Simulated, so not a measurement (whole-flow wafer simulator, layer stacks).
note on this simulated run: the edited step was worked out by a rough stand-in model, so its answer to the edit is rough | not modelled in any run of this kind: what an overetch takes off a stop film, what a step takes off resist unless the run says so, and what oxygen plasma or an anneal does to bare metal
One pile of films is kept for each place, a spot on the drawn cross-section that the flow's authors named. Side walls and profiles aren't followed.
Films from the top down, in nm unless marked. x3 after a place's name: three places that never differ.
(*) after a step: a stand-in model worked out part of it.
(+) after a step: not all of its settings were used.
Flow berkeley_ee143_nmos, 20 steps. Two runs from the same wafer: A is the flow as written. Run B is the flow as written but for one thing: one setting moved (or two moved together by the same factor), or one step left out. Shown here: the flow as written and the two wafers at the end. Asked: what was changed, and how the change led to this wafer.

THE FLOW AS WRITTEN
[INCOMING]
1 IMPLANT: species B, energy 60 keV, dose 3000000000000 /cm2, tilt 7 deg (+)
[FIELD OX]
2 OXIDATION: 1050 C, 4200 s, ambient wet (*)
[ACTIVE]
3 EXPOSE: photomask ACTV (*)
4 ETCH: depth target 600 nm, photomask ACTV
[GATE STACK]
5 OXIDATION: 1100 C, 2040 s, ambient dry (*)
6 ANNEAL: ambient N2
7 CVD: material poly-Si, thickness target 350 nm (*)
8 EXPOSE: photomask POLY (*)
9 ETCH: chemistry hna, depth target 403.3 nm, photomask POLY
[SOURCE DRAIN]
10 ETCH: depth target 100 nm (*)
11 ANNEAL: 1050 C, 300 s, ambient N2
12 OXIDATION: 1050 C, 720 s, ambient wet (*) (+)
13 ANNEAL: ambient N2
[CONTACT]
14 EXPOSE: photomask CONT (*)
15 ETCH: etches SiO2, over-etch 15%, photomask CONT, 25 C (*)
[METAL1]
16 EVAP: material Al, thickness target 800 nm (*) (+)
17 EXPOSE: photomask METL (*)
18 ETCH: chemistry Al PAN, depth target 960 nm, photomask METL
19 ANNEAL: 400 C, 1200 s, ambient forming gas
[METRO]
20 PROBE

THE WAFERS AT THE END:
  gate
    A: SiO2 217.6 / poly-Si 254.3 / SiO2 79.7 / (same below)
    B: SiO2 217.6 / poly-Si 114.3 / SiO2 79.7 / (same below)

The cause: step 7, CVD: thickness target 210 nm was run, where the flow has thickness target 350 nm.

How the change led to this, step by step:
  7 CVD: material poly-Si, thickness target 350 nm (*)
      gate, sd, contact, field: A poly-Si +350 (new film) | B poly-Si +210 (new film)
  9 ETCH: chemistry hna, depth target 403.3 nm, photomask POLY
      sd, contact, field: A poly-Si -350 (all of it) | B poly-Si -210 (all of it)
